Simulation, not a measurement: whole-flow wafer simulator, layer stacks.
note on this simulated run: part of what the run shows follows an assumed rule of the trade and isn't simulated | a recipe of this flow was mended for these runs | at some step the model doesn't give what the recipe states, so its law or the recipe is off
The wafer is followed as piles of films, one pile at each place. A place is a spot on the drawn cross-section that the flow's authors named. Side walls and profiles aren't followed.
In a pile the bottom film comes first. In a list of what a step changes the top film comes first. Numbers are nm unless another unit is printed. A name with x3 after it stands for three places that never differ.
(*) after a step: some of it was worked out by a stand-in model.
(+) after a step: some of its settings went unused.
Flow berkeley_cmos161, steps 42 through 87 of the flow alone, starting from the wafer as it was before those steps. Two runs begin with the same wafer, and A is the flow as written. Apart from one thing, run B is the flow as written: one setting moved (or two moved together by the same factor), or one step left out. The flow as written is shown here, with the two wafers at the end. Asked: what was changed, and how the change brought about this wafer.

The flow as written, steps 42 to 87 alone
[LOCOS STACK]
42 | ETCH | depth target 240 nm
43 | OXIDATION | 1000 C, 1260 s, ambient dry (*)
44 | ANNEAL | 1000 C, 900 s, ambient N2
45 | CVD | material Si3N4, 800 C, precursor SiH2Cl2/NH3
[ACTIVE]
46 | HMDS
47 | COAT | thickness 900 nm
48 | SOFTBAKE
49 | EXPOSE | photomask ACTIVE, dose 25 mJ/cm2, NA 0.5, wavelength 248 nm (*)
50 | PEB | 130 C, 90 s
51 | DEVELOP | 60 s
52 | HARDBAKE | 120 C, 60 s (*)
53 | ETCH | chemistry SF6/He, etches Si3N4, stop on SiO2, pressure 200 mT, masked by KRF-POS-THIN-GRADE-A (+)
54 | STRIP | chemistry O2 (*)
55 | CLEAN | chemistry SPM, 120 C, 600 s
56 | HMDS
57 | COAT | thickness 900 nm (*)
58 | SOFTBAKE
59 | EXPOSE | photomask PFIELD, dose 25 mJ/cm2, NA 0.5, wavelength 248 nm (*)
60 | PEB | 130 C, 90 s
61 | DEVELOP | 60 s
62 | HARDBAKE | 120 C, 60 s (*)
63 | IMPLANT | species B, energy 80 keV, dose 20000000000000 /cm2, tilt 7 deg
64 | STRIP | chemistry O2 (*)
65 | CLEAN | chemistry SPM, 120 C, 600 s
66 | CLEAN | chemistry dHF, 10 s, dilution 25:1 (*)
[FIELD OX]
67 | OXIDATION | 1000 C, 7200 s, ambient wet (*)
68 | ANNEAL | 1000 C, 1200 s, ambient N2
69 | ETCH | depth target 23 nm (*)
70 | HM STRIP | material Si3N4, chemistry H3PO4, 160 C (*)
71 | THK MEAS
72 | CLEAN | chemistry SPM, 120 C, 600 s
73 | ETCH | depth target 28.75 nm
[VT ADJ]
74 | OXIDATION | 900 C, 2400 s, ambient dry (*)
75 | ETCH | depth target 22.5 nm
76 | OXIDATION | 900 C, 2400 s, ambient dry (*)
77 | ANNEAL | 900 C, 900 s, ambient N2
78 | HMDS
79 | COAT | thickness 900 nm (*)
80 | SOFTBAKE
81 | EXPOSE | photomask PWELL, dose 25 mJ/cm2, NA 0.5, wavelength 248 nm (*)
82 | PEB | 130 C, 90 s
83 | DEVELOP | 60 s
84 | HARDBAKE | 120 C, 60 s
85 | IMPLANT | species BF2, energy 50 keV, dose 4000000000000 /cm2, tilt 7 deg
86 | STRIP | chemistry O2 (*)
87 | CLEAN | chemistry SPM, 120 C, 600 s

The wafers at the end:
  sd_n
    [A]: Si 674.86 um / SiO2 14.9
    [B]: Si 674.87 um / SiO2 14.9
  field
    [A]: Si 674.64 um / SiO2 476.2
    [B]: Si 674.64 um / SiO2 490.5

Cause: step 73, ETCH: depth target 14.38 nm was run, though the flow has depth target 28.75 nm.

How this came from the change, step by step:
  73 | ETCH | depth target 28.75 nm
      spacer_n, gate_n, spacer_p, gate_p, contact, m1: A -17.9 SiO2 (all of it) | B -14.4 SiO2
      sd_n, sd_p: A -18.1 SiO2 (all of it) | B -14.4 SiO2
      (as well as at 1 more place)
  74 | OXIDATION | 900 C, 2400 s, ambient dry (*)
      sd_n, spacer_n, gate_n, sd_p, spacer_p, gate_p, contact, m1: A +14.9 SiO2 (new film), -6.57 Si | B +12.9 SiO2, -5.69 Si
  75 | ETCH | depth target 22.5 nm
      spacer_n, gate_n, spacer_p, gate_p, contact, m1: A -14.9 SiO2 (all of it) | B -16.4 SiO2 (all of it)
      sd_n, sd_p: A -14.9 SiO2 (all of it) | B -16.7 SiO2 (all of it)
